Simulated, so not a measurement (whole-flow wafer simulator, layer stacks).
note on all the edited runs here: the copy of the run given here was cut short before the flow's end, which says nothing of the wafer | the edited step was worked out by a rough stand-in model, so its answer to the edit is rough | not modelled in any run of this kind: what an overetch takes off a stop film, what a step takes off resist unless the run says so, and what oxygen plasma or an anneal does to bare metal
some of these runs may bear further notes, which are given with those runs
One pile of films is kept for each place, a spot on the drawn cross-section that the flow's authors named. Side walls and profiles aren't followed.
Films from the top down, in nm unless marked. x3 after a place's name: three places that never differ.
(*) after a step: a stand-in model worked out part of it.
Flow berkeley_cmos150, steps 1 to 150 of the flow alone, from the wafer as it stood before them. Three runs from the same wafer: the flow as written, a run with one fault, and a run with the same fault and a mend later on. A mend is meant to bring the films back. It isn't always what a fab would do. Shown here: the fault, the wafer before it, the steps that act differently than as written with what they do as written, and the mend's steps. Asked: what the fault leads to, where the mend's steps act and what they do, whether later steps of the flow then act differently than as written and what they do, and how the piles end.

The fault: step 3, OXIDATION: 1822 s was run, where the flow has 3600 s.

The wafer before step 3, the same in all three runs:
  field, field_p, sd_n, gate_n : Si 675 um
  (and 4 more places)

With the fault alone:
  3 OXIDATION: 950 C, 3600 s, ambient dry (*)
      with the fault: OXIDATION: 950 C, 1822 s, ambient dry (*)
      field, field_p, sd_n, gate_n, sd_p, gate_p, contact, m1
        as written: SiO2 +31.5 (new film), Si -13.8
        with the fault: SiO2 +20.6 (new film), Si -9.05
  Later steps of the flow that act differently than as written (34 more steps differ only slightly, by at most 2% or 0.5 nm, whichever is larger, and aren't shown):
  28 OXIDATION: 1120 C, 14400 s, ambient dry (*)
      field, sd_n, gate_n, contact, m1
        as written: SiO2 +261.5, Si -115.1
        with the fault: SiO2 +270.5, Si -119
  At the end the piles differ from the flow's only slightly at the places that both follow, by at most 2% or 0.5 nm, whichever is larger.

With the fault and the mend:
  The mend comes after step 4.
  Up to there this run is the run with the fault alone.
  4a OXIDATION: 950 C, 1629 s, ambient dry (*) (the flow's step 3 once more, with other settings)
      field, field_p, sd_n, gate_n, sd_p, gate_p, contact, m1
        SiO2 +11, Si -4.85
  No later step of the flow acts differently than as written, at any place that is followed, by more than 2% or 0.5 nm, whichever is larger.
  At the end the piles are the same as the flow's at every place that both follow.
